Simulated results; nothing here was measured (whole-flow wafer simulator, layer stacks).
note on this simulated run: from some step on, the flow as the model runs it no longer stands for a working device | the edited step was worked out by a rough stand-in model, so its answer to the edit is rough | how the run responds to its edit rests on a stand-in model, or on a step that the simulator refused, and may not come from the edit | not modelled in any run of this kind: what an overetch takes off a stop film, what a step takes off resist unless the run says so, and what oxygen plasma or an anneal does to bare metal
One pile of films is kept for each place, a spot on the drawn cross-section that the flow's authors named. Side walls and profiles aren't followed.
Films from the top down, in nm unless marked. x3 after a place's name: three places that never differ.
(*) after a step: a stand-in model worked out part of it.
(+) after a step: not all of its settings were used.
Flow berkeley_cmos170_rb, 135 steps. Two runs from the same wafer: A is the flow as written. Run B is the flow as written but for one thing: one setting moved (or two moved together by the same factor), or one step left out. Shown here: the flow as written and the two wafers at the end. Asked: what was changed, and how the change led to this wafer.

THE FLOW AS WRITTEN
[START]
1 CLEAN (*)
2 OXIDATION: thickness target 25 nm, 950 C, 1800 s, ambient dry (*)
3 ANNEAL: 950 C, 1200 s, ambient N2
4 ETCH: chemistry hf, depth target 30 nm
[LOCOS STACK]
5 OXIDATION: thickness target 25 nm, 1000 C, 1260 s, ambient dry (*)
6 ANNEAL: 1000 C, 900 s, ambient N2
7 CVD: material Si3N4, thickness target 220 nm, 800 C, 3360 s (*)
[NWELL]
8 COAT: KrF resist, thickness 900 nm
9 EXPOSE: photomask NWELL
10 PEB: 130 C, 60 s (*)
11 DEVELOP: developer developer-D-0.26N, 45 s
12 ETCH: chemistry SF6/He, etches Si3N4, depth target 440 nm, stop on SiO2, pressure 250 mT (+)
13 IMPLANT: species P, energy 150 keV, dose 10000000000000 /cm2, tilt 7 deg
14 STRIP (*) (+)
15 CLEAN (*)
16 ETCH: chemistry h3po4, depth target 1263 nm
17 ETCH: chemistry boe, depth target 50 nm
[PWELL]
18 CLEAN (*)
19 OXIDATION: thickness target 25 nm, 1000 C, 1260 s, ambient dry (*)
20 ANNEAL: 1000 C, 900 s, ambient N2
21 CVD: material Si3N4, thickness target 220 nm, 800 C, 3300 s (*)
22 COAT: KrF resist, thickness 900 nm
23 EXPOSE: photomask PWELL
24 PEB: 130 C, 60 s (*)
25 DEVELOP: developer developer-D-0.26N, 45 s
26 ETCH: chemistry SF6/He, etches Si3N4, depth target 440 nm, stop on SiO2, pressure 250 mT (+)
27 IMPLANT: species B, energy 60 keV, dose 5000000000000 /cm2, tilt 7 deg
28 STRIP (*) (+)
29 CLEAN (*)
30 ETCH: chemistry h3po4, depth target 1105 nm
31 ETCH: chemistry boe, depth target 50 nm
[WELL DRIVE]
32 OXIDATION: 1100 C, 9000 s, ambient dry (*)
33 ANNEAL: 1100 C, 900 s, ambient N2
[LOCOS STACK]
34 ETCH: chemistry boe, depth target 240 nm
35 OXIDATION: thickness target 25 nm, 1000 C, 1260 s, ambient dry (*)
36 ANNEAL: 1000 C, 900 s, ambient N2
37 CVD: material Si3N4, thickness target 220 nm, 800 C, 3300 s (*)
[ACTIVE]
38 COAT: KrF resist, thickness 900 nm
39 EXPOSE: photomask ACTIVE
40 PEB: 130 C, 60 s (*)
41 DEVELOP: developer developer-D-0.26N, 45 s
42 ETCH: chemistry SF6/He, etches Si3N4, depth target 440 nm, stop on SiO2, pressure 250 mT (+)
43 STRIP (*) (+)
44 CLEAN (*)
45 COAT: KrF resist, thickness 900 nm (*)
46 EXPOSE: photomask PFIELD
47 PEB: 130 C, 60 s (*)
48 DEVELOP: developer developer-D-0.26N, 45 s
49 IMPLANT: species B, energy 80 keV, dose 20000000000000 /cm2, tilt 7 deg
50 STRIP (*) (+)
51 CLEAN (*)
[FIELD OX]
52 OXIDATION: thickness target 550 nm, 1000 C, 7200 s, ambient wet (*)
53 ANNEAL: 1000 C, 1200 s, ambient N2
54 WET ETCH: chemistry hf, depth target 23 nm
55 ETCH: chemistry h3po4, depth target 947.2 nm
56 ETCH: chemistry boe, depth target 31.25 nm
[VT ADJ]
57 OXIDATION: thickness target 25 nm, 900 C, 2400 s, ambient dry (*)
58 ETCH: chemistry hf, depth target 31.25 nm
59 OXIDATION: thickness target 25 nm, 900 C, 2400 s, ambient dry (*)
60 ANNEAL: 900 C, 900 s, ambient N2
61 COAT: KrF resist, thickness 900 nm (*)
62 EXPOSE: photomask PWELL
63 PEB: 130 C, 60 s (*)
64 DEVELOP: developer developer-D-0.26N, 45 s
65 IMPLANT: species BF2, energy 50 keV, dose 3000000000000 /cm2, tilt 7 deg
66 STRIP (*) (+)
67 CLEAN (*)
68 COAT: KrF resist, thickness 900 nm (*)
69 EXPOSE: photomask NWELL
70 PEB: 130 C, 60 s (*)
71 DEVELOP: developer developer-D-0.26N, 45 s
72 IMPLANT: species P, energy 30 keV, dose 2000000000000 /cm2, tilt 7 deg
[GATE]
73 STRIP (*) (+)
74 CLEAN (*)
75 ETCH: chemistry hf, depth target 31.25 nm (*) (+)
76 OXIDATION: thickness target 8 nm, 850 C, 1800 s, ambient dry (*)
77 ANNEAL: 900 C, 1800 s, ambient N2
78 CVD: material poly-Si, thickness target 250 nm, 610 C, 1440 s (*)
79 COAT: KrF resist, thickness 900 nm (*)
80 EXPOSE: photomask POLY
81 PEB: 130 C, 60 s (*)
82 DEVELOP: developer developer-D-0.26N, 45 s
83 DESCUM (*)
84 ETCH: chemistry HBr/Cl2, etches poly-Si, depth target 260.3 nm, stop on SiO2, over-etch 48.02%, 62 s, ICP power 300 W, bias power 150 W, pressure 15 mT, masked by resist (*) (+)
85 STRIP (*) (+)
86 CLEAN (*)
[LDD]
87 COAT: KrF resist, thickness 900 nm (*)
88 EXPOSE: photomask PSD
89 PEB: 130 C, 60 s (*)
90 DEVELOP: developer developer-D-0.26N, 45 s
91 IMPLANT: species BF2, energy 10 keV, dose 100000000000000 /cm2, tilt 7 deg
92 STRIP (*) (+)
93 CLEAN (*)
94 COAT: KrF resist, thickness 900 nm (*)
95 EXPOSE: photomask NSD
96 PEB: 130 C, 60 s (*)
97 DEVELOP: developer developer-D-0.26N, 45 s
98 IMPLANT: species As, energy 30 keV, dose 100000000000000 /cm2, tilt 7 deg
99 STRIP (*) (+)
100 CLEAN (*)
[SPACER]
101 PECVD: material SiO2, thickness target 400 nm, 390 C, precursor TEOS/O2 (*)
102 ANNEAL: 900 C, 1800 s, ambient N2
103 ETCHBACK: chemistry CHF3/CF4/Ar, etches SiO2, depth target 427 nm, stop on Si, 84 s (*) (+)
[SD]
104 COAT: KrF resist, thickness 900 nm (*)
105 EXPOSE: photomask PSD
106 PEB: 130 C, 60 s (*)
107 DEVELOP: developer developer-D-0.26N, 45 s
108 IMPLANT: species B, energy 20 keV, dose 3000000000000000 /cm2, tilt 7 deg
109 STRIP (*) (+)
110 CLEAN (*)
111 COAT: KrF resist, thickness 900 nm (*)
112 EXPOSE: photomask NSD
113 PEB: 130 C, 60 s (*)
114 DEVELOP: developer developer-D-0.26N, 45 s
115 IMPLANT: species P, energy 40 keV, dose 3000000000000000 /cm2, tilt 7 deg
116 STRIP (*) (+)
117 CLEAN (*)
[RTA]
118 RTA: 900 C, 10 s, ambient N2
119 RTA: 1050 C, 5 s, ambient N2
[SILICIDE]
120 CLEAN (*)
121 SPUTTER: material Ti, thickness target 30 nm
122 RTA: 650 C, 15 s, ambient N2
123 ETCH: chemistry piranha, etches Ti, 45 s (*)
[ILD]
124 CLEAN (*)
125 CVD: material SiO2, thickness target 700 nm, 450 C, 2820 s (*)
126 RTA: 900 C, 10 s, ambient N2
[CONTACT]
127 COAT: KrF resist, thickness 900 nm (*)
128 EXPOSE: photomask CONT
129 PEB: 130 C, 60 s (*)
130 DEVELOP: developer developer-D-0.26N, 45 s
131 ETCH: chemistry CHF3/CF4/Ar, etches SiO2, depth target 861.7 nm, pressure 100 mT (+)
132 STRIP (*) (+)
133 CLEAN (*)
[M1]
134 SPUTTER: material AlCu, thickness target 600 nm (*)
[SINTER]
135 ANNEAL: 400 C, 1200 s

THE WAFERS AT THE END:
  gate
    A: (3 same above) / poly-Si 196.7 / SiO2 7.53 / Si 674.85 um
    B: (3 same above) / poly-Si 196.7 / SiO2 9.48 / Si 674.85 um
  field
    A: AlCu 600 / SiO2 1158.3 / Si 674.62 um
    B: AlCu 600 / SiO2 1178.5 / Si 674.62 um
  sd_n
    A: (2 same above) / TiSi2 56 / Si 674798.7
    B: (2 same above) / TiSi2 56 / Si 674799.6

The cause: step 75, ETCH: depth target 11 nm was run, where the flow has depth target 31.25 nm.

How the change led to this, step by step:
  75 ETCH: chemistry hf, depth target 31.25 nm (*) (+)
      sd_n, spacer_n, gate, sd_p, spacer_p, gate_p, contact, m1: A SiO2 -15 (all of it) | B SiO2 -11
      field: A SiO2 -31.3 | B SiO2 -11
  76 OXIDATION: thickness target 8 nm, 850 C, 1800 s, ambient dry (*)
      sd_n, spacer_n, gate, sd_p, spacer_p, gate_p, contact, m1: A SiO2 +7.53 (new film), Si -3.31 | B SiO2 +5.44, Si -2.39
  121 SPUTTER: material Ti, thickness target 30 nm
      sd_p: A Ti +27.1 (new film) | B Ti +25.5 (new film)
  122 RTA: 650 C, 15 s, ambient N2
      sd_p: A Ti -21.1, TiSi first +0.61 (new film), TiSi2 C49 +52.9 (new film), Si -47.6 | B Ti -19.9, TiSi2 C49 +50.5 (new film), Si -45.1
  126 RTA: 900 C, 10 s, ambient N2
      sd_p: A under 1 film: TiSi2 +50.7 (new film), TiSi first -0.61 (all of it), TiSi2 C49 -52.9 (all of it), Si -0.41 | B under 1 film: TiSi2 +47.6 (new film), TiSi2 C49 -50.5 (all of it)
